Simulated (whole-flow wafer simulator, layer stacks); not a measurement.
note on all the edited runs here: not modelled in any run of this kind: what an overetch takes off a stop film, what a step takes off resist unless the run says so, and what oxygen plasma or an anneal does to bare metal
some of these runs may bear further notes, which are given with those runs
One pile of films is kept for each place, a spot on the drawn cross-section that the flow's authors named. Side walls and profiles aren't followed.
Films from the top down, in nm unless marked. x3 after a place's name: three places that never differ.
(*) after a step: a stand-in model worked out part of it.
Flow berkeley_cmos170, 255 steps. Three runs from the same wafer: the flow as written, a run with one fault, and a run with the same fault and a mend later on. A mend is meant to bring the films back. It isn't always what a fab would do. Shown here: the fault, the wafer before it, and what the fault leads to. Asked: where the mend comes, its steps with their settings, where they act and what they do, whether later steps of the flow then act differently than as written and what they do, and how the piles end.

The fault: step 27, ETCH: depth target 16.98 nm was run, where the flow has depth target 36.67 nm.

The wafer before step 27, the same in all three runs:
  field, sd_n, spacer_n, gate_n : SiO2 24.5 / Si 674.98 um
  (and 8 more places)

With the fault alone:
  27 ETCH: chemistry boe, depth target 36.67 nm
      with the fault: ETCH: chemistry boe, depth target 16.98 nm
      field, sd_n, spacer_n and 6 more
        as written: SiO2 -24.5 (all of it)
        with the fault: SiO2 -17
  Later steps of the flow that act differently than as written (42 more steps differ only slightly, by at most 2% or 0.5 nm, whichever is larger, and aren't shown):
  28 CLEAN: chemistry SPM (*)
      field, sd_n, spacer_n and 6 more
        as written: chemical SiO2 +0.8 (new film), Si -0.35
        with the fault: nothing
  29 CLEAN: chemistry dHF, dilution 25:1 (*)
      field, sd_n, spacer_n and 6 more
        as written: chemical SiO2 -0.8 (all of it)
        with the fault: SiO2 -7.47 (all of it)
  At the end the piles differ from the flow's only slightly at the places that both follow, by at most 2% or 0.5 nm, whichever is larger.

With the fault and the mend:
  The mend comes after step 27.
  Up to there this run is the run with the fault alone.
  27a ETCH: chemistry boe, depth target 19.69 nm (the flow's step 27 once more, with other settings)
      field, sd_n, spacer_n and 6 more
        SiO2 -7.47 (all of it)
  No later step of the flow acts differently than as written at any place that is followed.
  At the end the piles are the same as the flow's at every place that both follow.
